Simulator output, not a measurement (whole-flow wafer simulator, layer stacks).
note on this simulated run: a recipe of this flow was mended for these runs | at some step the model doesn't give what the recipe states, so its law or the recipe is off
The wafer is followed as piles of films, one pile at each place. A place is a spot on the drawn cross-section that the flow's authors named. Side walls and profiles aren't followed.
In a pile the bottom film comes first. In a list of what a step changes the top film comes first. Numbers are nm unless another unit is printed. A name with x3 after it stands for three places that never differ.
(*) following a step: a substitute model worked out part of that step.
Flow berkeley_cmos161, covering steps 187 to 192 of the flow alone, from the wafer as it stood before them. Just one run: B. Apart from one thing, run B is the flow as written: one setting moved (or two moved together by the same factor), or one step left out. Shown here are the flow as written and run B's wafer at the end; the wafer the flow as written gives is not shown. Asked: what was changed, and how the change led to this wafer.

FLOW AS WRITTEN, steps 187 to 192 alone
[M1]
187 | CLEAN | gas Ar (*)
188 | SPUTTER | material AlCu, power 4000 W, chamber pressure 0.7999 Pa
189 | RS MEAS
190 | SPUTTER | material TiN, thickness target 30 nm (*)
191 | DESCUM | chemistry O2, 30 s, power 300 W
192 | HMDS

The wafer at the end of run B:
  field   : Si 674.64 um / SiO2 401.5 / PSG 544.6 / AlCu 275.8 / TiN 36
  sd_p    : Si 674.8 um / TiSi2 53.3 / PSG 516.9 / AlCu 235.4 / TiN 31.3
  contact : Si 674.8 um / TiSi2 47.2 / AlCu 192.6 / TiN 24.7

What caused this: step 190, SPUTTER: thickness target 36 nm was run, whereas the flow has thickness target 30 nm.
The wafer itself shows it: field has TiN 36, and step 190 as written asks for 30 nm.

The path from the change to this, step by step:
  190 | SPUTTER | material TiN, thickness target 30 nm (*)
      field, sd_n, spacer_n, gate_n, spacer_p, gate_p, m1: +36 TiN (new film) (in the flow as written it would be: +30 TiN (new film))
      sd_p: +31.3 TiN (new film) (in the flow as written it would be: +26.1 TiN (new film))
      (also at 1 further place)
